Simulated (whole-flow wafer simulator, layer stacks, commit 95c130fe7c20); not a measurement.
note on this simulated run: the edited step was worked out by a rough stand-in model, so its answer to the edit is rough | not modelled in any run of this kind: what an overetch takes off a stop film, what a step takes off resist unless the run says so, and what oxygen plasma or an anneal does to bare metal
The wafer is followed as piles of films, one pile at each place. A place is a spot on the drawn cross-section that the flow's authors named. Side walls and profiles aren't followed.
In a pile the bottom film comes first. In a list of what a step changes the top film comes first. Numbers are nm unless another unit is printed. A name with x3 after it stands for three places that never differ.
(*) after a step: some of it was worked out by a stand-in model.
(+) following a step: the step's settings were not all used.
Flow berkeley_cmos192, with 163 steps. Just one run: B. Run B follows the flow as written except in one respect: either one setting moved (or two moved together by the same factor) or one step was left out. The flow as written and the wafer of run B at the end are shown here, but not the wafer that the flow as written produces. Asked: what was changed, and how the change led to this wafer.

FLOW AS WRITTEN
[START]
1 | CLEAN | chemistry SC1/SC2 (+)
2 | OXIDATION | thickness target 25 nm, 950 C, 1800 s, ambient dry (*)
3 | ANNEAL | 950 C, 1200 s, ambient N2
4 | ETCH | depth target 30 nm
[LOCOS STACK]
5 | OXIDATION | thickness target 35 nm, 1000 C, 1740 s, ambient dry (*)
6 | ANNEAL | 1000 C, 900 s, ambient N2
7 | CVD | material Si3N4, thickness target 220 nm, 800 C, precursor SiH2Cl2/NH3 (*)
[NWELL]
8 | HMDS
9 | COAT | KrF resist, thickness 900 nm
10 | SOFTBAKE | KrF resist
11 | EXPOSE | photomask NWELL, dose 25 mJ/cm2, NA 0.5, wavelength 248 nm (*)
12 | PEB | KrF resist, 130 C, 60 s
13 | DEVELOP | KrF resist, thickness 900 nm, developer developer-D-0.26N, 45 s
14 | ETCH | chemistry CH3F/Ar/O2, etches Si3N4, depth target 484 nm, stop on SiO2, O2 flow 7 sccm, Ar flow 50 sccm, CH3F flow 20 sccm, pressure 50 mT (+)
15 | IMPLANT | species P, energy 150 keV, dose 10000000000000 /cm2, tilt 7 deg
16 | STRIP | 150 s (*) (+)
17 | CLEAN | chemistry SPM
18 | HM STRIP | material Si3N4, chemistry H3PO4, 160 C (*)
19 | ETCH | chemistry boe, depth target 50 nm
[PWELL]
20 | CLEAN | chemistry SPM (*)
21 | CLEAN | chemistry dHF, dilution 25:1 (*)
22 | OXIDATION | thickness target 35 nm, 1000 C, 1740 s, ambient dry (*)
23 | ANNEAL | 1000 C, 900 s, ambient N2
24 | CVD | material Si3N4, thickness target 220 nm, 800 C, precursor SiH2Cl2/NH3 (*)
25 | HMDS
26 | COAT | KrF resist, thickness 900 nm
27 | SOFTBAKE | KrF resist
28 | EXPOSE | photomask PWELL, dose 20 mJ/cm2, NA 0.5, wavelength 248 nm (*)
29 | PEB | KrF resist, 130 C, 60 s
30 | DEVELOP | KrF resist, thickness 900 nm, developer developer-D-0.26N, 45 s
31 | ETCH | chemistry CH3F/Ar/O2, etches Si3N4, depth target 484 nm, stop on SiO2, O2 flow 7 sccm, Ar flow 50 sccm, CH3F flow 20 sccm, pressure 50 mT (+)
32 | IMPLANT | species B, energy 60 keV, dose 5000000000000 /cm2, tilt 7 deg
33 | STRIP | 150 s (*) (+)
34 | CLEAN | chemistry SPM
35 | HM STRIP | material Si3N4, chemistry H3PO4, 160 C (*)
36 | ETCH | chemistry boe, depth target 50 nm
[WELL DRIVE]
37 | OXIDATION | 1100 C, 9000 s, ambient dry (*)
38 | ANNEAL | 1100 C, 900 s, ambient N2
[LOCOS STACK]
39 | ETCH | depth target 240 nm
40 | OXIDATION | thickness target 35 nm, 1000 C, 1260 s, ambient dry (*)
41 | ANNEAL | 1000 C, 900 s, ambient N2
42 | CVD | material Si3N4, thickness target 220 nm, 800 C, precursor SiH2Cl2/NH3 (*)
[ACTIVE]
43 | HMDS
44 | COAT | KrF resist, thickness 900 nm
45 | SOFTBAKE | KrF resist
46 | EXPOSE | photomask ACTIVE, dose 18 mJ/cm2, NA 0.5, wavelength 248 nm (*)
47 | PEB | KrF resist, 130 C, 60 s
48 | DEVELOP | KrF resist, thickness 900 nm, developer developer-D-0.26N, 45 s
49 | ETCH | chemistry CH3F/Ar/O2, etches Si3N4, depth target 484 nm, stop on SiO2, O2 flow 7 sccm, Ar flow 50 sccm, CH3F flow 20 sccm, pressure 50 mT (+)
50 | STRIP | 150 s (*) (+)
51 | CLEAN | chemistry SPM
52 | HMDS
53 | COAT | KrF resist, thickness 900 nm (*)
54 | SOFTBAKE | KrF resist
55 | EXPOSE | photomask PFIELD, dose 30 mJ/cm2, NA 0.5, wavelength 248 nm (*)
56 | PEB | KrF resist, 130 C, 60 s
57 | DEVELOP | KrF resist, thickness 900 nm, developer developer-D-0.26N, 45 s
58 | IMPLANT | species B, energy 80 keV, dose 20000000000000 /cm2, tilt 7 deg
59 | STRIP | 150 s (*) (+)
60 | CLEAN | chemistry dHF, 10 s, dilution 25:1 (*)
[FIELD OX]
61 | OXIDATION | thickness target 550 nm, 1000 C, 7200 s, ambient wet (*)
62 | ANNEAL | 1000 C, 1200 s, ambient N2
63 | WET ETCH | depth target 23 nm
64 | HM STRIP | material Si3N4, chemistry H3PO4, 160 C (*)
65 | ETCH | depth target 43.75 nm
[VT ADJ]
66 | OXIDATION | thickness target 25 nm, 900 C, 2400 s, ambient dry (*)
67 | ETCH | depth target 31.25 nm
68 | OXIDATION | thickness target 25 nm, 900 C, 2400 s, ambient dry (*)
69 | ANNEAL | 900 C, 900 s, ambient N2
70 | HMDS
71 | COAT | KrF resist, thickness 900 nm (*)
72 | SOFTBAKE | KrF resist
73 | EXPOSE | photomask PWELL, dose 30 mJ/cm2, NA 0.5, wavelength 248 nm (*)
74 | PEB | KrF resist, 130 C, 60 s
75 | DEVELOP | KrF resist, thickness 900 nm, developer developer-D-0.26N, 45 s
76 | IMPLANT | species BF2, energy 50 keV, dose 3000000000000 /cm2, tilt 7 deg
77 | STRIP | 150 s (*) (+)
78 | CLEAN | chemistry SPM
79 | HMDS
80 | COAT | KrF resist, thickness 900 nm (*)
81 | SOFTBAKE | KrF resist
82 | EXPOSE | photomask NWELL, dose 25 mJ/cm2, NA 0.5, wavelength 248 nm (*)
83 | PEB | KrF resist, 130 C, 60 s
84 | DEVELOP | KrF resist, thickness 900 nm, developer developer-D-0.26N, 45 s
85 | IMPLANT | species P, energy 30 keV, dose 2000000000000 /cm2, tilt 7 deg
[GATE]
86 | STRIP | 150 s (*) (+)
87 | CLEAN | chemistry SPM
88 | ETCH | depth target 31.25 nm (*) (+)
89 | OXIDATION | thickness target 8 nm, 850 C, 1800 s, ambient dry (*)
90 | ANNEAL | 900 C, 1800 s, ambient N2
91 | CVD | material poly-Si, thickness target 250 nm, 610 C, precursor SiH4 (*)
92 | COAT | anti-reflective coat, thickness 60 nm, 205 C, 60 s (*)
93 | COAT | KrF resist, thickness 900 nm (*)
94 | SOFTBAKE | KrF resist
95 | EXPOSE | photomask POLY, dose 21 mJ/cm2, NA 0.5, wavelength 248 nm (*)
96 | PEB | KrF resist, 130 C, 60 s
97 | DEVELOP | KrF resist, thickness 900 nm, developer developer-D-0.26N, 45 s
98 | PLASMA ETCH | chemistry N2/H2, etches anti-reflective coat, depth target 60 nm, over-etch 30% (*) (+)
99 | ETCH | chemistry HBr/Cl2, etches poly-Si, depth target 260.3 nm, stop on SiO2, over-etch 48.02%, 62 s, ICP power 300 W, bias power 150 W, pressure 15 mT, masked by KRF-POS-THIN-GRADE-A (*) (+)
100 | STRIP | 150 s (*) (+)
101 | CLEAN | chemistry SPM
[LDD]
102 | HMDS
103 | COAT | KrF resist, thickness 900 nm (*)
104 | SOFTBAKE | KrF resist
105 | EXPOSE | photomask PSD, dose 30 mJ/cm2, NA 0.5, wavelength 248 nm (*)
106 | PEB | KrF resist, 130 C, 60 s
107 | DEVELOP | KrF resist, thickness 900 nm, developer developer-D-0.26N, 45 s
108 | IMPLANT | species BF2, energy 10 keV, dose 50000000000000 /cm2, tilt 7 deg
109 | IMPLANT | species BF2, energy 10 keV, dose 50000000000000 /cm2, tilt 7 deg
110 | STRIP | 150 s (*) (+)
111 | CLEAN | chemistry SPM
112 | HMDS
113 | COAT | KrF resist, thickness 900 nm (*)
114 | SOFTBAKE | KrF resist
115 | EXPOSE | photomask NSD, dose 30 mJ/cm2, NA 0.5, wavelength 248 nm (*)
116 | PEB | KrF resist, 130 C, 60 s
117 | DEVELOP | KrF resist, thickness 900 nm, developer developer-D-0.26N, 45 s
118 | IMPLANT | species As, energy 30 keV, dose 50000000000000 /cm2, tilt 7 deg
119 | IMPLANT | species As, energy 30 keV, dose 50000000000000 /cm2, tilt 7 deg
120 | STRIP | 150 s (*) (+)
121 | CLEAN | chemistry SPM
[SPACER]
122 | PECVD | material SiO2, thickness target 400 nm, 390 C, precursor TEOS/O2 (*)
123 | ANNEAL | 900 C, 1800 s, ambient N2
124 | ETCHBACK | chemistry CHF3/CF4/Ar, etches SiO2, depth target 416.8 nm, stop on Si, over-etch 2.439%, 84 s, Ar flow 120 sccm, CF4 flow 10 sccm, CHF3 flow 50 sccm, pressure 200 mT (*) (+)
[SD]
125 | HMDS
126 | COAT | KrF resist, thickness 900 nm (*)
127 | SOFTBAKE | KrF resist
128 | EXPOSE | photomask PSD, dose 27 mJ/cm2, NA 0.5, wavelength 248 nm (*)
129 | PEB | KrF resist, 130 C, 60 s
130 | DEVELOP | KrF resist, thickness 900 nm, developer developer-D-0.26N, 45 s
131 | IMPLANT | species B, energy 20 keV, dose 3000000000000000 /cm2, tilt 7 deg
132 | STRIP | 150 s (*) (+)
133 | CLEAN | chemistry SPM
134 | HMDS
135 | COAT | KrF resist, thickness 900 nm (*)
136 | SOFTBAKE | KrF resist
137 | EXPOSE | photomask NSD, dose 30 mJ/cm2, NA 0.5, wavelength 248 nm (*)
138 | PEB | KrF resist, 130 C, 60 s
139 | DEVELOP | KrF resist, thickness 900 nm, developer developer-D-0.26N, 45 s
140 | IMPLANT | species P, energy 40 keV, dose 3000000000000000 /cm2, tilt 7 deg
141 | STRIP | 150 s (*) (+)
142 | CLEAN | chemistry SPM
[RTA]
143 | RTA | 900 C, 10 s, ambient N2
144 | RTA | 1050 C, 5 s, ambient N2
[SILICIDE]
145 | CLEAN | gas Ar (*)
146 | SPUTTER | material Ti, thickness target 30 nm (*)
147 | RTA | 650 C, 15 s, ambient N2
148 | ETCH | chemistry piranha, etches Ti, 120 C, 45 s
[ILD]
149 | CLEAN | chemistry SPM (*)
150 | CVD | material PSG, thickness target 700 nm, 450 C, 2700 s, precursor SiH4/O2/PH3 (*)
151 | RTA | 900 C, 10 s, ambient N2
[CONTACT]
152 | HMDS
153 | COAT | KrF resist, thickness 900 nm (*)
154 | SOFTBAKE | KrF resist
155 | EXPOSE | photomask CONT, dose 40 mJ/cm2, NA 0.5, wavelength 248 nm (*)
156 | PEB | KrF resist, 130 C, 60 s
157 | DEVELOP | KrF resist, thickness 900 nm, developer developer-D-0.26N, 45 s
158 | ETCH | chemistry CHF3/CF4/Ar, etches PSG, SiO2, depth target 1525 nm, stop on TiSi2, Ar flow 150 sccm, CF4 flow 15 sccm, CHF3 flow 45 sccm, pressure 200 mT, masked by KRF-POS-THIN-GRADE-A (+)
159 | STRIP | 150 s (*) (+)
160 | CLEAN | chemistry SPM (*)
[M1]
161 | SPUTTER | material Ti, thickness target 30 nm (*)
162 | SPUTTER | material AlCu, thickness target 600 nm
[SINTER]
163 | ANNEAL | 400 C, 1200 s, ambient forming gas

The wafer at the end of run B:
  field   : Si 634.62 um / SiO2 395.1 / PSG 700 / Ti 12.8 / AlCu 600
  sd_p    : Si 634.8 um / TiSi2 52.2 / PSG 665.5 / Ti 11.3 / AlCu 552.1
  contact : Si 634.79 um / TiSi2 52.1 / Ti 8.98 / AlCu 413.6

The reason: step 161, SPUTTER: thickness target 12.78 nm was run, while the flow as written has thickness target 30 nm.
One can read it off the wafer: field has Ti 12.8, and step 161 as written asks for 30 nm.

How this came from the change, step by step:
  161 | SPUTTER | material Ti, thickness target 30 nm (*)
      field, sd_n, spacer_n, gate, spacer_p, gate_p, m1: Ti gains 12.8 (new film) (it would be, as written: Ti gains 30 (new film))
      sd_p: Ti gains 11.3 (new film) (it would be, as written: Ti gains 26.6 (new film))
      (as well as at 1 more place)
